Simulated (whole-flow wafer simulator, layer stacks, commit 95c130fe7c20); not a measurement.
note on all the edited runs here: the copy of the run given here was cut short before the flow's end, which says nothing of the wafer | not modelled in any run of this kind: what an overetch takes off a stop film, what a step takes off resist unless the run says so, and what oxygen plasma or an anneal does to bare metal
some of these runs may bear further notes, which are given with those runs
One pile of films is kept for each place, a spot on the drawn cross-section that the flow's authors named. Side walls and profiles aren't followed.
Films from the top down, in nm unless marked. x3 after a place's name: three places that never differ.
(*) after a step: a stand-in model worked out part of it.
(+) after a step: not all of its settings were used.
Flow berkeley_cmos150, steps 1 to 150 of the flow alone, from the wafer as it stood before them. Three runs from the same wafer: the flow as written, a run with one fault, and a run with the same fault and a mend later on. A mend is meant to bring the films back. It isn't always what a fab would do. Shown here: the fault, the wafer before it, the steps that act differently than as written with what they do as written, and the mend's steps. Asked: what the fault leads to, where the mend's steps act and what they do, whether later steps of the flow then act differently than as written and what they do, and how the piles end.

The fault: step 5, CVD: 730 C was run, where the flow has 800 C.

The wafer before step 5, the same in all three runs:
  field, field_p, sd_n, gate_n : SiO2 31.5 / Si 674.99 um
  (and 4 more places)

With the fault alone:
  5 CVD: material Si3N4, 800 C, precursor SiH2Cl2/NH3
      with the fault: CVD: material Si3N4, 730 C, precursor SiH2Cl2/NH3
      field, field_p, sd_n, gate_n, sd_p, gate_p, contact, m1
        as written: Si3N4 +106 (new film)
        with the fault: Si3N4 +38.5 (new film)
  Later steps of the flow that act differently than as written (31 more steps differ only slightly, by at most 2% or 0.5 nm, whichever is larger, and aren't shown):
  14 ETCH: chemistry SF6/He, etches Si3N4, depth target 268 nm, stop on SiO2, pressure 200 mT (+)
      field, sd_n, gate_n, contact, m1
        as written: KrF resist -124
        with the fault: KrF resist -50.5
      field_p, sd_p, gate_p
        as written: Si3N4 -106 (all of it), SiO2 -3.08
        with the fault: Si3N4 -38.5 (all of it), SiO2 -3.08
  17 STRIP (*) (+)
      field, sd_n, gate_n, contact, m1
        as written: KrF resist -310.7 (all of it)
        with the fault: KrF resist -384.2 (all of it)
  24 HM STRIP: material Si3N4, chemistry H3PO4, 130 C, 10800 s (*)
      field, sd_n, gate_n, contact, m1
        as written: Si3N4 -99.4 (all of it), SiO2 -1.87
        with the fault: Si3N4 -31.8 (all of it), SiO2 -2.45
  At the end the piles differ from the flow's only slightly at the places that both follow, by at most 2% or 0.5 nm, whichever is larger.

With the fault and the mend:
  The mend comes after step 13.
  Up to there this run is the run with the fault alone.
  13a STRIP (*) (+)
      field, sd_n, gate_n, contact, m1
        KrF resist -434.7 (all of it)
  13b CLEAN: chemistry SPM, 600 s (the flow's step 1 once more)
      changes no film at any place that is followed
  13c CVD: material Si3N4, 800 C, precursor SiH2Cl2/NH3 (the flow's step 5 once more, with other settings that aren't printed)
      field, field_p, sd_n, gate_n, sd_p, gate_p, contact, m1
        Si3N4 +67.6
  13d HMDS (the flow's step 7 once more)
      changes no film at any place that is followed
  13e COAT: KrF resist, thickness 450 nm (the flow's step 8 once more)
      field, field_p, sd_n, gate_n, sd_p, gate_p, contact, m1
        KrF resist +450 (new film)
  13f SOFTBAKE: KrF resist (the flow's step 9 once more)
      changes no film at any place that is followed
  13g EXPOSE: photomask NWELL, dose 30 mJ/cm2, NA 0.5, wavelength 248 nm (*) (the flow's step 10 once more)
      changes no film at any place that is followed
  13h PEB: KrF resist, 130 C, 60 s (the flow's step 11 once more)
      field, field_p, sd_n, gate_n, sd_p, gate_p, contact, m1
        KrF resist -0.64
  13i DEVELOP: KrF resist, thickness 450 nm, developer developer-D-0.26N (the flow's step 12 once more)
      field, sd_n, gate_n, contact, m1
        KrF resist -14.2
      field_p, sd_p, gate_p
        KrF resist -449.4 (all of it)
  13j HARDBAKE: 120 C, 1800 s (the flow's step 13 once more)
      field, sd_n, gate_n, contact, m1
        KrF resist -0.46
  No later step of the flow acts differently than as written, at any place that is followed, by more than 2% or 0.5 nm, whichever is larger.
  At the end the piles are the same as the flow's at every place that both follow.
